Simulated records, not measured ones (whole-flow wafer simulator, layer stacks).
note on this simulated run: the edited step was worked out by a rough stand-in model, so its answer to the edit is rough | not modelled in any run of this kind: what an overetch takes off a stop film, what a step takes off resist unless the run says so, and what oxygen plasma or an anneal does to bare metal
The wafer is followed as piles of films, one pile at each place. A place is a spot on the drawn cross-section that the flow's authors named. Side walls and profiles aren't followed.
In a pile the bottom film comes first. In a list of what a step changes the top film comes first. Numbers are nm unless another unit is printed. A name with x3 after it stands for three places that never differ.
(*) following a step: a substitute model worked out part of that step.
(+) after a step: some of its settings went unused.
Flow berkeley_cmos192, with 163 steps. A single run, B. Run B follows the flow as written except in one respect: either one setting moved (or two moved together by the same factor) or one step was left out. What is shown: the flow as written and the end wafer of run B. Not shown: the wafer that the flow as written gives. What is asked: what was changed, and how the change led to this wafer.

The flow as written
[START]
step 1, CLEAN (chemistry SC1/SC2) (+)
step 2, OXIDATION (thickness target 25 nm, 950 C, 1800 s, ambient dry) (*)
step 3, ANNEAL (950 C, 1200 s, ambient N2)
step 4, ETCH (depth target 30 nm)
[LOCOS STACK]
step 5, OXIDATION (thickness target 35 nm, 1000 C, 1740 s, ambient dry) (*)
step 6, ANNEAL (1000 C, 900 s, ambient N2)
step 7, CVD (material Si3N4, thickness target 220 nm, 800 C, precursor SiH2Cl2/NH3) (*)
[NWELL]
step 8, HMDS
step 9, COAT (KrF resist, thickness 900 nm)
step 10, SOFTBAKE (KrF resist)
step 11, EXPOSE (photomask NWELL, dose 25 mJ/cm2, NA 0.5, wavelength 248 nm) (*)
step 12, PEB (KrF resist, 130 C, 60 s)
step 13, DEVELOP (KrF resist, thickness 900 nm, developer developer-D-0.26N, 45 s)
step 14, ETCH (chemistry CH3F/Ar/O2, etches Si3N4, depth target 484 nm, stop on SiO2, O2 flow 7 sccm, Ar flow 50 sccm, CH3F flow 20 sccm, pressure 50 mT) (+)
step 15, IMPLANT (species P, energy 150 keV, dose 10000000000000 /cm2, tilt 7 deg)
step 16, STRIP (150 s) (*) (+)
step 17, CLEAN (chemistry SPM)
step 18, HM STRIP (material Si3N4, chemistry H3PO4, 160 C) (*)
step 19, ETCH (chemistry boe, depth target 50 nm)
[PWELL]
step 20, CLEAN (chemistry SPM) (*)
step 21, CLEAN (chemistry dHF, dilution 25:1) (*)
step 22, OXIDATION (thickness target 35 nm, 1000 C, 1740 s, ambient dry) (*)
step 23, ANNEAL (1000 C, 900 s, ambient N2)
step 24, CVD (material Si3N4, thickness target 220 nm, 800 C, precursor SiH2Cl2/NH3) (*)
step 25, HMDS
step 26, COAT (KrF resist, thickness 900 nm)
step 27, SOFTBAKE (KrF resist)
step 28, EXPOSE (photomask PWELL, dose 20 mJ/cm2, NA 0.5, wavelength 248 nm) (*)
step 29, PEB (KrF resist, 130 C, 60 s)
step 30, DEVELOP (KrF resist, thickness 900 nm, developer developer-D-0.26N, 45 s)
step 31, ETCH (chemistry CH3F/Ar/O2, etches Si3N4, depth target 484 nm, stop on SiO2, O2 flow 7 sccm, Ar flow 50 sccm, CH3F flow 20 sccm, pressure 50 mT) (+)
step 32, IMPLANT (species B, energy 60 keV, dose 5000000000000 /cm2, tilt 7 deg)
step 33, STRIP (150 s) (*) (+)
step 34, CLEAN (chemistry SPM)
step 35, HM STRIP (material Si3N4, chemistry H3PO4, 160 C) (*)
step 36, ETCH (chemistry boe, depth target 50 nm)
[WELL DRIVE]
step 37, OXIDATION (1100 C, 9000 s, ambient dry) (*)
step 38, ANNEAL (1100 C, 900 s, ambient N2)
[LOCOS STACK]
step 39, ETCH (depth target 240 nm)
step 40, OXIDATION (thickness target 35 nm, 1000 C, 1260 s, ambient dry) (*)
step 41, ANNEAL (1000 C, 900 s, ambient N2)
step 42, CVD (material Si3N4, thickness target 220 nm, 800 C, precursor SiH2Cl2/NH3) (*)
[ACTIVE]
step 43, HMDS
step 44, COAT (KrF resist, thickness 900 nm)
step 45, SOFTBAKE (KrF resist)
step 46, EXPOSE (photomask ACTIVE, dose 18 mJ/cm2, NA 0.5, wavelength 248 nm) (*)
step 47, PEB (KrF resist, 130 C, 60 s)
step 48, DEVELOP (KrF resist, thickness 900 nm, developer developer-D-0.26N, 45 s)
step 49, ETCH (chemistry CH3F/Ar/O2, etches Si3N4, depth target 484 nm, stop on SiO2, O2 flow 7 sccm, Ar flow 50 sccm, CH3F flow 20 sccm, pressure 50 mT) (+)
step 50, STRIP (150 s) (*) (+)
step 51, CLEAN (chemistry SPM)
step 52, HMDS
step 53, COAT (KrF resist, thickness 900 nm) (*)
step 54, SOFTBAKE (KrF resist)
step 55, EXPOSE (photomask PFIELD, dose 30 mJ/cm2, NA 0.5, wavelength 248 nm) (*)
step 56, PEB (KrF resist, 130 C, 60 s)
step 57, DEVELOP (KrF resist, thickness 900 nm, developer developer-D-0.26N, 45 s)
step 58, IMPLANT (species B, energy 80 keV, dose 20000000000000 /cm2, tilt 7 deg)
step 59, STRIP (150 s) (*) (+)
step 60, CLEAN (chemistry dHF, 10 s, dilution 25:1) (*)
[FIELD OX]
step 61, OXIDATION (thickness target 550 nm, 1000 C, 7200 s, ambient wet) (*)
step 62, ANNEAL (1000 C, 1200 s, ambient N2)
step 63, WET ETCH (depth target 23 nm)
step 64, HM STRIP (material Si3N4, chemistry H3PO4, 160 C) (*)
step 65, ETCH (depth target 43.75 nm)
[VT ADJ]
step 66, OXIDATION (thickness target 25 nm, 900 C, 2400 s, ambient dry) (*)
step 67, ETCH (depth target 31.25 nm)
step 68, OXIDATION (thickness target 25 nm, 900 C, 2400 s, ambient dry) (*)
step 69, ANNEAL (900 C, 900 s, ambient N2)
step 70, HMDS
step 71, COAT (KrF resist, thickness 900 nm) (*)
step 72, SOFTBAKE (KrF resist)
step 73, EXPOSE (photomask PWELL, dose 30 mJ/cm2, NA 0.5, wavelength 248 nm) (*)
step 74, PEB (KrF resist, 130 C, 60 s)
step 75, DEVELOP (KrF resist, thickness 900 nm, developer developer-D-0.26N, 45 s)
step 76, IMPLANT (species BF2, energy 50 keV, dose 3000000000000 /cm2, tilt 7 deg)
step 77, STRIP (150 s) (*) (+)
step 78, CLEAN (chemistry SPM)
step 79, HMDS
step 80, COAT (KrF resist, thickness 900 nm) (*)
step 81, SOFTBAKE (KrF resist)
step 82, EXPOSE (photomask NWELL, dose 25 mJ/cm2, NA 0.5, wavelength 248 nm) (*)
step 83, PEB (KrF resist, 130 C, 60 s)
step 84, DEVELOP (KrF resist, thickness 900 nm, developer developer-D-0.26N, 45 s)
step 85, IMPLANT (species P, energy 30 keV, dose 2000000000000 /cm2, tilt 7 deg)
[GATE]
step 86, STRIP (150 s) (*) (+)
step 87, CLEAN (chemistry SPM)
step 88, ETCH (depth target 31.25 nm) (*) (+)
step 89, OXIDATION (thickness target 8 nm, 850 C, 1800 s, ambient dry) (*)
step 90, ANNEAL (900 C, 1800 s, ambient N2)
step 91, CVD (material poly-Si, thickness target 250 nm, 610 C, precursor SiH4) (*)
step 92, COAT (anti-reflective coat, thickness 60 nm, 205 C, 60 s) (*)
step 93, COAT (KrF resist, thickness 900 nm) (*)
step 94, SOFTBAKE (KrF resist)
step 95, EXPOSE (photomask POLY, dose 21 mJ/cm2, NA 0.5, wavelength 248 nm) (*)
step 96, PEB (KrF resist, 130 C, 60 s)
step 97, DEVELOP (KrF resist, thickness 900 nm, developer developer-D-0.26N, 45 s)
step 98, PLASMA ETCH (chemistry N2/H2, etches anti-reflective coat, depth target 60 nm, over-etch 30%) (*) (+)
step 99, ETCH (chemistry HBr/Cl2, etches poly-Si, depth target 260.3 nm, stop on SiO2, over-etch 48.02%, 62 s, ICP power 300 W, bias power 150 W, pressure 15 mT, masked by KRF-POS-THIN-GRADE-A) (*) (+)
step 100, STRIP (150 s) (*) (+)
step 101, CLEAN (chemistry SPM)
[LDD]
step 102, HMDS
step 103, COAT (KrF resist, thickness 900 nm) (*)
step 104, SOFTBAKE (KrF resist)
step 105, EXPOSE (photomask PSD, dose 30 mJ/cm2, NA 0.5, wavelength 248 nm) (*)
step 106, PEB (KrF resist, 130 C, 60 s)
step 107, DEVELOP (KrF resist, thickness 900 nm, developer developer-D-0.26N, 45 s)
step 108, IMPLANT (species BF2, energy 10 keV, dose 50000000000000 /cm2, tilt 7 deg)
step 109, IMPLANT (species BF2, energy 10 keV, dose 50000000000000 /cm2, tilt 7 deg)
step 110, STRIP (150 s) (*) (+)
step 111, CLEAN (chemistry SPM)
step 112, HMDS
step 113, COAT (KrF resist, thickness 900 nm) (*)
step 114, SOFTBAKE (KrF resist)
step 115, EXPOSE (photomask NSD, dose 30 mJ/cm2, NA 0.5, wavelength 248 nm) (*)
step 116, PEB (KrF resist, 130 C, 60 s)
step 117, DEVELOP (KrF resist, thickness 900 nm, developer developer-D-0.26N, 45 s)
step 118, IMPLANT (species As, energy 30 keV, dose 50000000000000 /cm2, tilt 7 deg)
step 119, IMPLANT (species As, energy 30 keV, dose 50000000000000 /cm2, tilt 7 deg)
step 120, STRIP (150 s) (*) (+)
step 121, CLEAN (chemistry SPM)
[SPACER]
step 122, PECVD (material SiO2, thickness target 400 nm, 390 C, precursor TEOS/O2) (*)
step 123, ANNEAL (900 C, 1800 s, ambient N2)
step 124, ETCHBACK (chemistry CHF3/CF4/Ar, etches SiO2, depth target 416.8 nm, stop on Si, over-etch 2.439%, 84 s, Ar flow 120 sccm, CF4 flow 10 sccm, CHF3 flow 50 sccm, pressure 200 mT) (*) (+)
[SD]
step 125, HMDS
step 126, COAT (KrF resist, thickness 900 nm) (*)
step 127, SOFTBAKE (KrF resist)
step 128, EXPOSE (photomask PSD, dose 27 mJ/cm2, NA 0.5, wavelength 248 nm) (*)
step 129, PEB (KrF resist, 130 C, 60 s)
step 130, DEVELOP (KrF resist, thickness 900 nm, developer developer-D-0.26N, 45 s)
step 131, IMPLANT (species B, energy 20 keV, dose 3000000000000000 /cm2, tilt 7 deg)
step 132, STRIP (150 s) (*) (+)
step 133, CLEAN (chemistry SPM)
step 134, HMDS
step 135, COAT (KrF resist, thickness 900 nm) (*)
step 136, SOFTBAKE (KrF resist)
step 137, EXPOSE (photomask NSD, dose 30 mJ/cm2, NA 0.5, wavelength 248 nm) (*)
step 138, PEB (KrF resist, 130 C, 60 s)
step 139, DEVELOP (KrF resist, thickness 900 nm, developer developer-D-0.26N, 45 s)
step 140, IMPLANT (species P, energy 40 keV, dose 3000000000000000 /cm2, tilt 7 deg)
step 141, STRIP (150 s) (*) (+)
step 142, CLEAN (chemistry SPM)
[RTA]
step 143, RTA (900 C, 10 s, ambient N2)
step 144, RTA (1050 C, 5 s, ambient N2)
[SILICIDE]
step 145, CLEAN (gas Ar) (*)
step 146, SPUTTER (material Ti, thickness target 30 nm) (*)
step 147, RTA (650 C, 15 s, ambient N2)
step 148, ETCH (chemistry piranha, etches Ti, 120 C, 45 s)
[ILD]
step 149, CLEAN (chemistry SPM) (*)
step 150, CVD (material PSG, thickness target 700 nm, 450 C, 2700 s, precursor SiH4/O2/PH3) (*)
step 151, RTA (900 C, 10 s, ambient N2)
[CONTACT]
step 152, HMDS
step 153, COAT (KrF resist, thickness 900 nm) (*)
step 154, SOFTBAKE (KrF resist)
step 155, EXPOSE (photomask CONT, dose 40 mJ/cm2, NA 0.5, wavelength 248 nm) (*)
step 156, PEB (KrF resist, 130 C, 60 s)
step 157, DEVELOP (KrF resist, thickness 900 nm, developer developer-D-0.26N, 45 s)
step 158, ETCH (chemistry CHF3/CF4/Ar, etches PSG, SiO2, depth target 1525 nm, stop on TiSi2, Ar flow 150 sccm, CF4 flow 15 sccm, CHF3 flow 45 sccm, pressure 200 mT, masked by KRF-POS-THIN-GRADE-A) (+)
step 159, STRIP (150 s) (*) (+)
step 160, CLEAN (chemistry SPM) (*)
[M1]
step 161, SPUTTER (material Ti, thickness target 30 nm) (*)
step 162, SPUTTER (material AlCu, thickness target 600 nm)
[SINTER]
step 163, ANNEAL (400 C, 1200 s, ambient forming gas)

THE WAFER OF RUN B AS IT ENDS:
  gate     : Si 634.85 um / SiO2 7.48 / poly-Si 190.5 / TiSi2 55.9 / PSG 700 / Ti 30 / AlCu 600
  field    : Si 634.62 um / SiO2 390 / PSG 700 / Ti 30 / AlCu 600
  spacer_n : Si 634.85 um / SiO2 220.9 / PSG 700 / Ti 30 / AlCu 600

The reason: step 124, ETCHBACK: over-etch 3.659% was run, though the flow has over-etch 2.439%.

Step by step, how the change led to this:
  step 124, ETCHBACK (chemistry CHF3/CF4/Ar, etches SiO2, depth target 416.8 nm, stop on Si, over-etch 2.439%, 84 s, Ar flow 120 sccm, CF4 flow 10 sccm, CHF3 flow 50 sccm, pressure 200 mT) (*) (+)
      spacer_n: SiO2 loses 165 (it would be, as written: SiO2 loses 160)
      spacer_p: SiO2 loses 165 (it would be, as written: SiO2 loses 159.9)
